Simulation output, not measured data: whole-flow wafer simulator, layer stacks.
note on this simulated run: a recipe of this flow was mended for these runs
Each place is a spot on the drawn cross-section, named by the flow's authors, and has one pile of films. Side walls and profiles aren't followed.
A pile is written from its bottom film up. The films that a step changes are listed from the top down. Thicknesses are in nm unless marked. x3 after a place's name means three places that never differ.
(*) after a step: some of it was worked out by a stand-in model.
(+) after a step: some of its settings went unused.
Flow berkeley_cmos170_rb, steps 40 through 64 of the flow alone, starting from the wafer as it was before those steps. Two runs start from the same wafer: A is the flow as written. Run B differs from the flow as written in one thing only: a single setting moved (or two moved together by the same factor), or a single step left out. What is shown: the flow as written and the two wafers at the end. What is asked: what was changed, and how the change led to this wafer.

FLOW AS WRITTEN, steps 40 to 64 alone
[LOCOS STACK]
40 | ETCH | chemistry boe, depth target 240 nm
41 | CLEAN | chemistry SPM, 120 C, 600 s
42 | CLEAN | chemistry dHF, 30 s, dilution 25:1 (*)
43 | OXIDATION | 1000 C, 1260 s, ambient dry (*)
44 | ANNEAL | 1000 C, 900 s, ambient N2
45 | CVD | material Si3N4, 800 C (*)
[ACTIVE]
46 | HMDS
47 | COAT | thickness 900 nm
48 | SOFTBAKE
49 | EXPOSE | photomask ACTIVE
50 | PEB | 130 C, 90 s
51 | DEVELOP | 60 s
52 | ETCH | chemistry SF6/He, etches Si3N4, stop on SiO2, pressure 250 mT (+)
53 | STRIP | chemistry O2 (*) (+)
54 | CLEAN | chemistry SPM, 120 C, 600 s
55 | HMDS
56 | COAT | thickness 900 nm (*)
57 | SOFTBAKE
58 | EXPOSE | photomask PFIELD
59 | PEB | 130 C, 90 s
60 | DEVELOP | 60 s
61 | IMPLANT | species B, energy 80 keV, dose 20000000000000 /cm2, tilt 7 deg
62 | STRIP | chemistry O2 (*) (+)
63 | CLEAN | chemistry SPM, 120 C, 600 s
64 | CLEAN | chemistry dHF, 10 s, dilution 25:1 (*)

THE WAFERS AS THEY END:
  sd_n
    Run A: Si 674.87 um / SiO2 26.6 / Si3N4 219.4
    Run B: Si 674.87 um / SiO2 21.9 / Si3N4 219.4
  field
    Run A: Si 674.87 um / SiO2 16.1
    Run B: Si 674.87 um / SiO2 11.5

The reason: step 43, OXIDATION: 981 C was run, whereas the flow has 1000 C.

The path from the change to this, step by step:
  43 | OXIDATION | 1000 C, 1260 s, ambient dry (*)
      field, sd_n, spacer_n and 6 more: A SiO2 gains 26.6 (new film), Si loses 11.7 | B SiO2 gains 21.9 (new film), Si loses 9.64
